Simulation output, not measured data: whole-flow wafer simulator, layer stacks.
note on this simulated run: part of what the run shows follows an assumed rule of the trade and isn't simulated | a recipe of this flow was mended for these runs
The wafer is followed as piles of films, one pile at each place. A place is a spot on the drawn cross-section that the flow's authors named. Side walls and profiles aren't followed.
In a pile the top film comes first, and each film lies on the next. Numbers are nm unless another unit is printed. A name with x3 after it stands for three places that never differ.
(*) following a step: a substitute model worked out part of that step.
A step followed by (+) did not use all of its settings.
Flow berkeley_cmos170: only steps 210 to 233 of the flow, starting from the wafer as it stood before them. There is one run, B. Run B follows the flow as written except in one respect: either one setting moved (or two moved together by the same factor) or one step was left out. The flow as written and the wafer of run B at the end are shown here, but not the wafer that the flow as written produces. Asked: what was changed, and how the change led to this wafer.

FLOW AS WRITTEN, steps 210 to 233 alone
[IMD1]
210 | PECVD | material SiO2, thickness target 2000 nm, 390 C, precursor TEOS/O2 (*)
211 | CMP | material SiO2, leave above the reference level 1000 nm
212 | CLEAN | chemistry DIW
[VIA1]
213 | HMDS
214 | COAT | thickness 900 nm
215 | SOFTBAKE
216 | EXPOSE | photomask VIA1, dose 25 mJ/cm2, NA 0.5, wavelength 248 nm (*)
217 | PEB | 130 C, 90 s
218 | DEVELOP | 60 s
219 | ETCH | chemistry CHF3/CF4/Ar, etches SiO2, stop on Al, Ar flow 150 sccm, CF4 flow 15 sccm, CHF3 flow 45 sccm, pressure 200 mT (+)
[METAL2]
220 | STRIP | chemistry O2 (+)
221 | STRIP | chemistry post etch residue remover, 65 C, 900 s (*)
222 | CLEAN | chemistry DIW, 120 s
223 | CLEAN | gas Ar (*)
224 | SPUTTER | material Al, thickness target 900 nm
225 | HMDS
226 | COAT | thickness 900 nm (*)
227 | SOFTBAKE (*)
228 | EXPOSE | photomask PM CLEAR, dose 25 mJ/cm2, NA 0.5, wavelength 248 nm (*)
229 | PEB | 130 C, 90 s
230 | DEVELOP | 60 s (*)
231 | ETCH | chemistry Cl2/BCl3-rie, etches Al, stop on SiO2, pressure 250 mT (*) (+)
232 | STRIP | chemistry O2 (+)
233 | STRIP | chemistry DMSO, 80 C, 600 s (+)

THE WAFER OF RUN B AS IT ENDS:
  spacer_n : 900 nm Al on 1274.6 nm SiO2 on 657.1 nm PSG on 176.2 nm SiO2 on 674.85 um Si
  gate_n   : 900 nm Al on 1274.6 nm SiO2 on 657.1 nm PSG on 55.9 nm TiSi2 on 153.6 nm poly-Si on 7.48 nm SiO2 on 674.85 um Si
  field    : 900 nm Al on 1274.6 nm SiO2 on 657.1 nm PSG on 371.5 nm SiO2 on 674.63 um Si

What caused this: step 210, PECVD: thickness target 1280 nm was run, whereas the flow has thickness target 2000 nm.

How this came from the change, step by step:
  210 | PECVD | material SiO2, thickness target 2000 nm, 390 C, precursor TEOS/O2 (*)
      field, mark, sd_n and 8 more: SiO2 gains 1280 (new film) (in the flow as written it would be: SiO2 gains 2000 (new film))
      sd_p: SiO2 gains 1265.6 (new film) (in the flow as written it would be: SiO2 gains 1975.9 (new film))
      (also at 1 further place)
  211 | CMP | material SiO2, leave above the reference level 1000 nm
      spacer_n, spacer_p: nothing (in the flow as written it would be: SiO2 loses 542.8)
      gate_n, gate_p: nothing (in the flow as written it would be: SiO2 loses 583.6)
      (also at 9 further places)
  214 | COAT | thickness 900 nm
      sd_n: KrF-resist gains 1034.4 (new film) (in the flow as written it would be: KrF-resist gains 900 (new film))
      spacer_n: KrF-resist gains 866.1 (new film) (in the flow as written it would be: KrF-resist gains 900 (new film))
      (also at 9 further places)
  217 | PEB | 130 C, 90 s
      contact: KrF-resist loses 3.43 (in the flow as written it would be: KrF-resist loses 2)
  218 | DEVELOP | 60 s
      via1: KrF-resist loses 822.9 (all of it) (in the flow as written it would be: KrF-resist loses 898 (all of it))
  220 | STRIP | chemistry O2 (+)
      sd_n: KrF-resist loses 741.7 (all of it) (in the flow as written it would be: KrF-resist loses 607.6 (all of it))
      spacer_n: KrF-resist loses 573.9 (all of it) (in the flow as written it would be: KrF-resist loses 607.6 (all of it))
      (also at 8 further places)
  224 | SPUTTER | material Al, thickness target 900 nm
      sd_p: Al gains 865 (new film) (in the flow as written it would be: Al gains 900 (new film))
      contact: Al gains 780.8 (new film) (in the flow as written it would be: Al gains 900 (new film))
  226 | COAT | thickness 900 nm (*)
      sd_n: KrF-resist gains 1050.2 (new film) (in the flow as written it would be: KrF-resist gains 897.3 (new film))
      spacer_n: KrF-resist gains 866.3 (new film) (in the flow as written it would be: KrF-resist gains 899.9 (new film))
      (also at 9 further places)
  229 | PEB | 130 C, 90 s
      contact: KrF-resist loses 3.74 (in the flow as written it would be: KrF-resist loses 1.98)
      via1: KrF-resist loses 7.02 (in the flow as written it would be: KrF-resist loses 7.55)
  232 | STRIP | chemistry O2 (+)
      field: KrF-resist loses 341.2 (all of it) (in the flow as written it would be: KrF-resist loses 349.7 (all of it))
      sd_n: KrF-resist loses 499.5 (all of it) (in the flow as written it would be: KrF-resist loses 347 (all of it))
      (also at 10 further places)
